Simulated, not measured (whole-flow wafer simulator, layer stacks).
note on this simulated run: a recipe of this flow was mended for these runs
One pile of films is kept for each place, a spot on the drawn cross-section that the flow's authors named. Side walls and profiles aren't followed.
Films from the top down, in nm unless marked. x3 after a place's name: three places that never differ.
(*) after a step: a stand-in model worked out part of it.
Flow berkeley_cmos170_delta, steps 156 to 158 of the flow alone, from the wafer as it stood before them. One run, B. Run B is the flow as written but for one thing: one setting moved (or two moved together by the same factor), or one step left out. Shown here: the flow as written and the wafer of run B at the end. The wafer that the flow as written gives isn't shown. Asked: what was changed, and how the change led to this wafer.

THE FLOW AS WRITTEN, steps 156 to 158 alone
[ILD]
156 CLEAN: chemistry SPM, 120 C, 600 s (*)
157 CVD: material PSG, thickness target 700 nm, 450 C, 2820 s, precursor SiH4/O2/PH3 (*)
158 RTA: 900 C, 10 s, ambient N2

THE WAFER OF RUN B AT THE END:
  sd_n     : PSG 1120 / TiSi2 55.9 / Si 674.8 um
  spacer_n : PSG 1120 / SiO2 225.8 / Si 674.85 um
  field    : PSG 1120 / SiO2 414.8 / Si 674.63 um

The cause: step 157, CVD: thickness target 1120 nm was run, where the flow has thickness target 700 nm; step 157, CVD: 4512 s was run, where the flow has 2820 s.
It can be read off the wafer: sd_n has PSG 1120, and step 157 as written asks for 700 nm.

How the change led to this, step by step:
  157 CVD: material PSG, thickness target 700 nm, 450 C, 2820 s, precursor SiH4/O2/PH3 (*)
      field, sd_n, spacer_n, gate, spacer_p, gate_p, contact x2: PSG +1120 (new film) (as written it would be: PSG +700 (new film))
      sd_p: PSG +1120 (new film) (as written it would be: PSG +659.7 (new film))
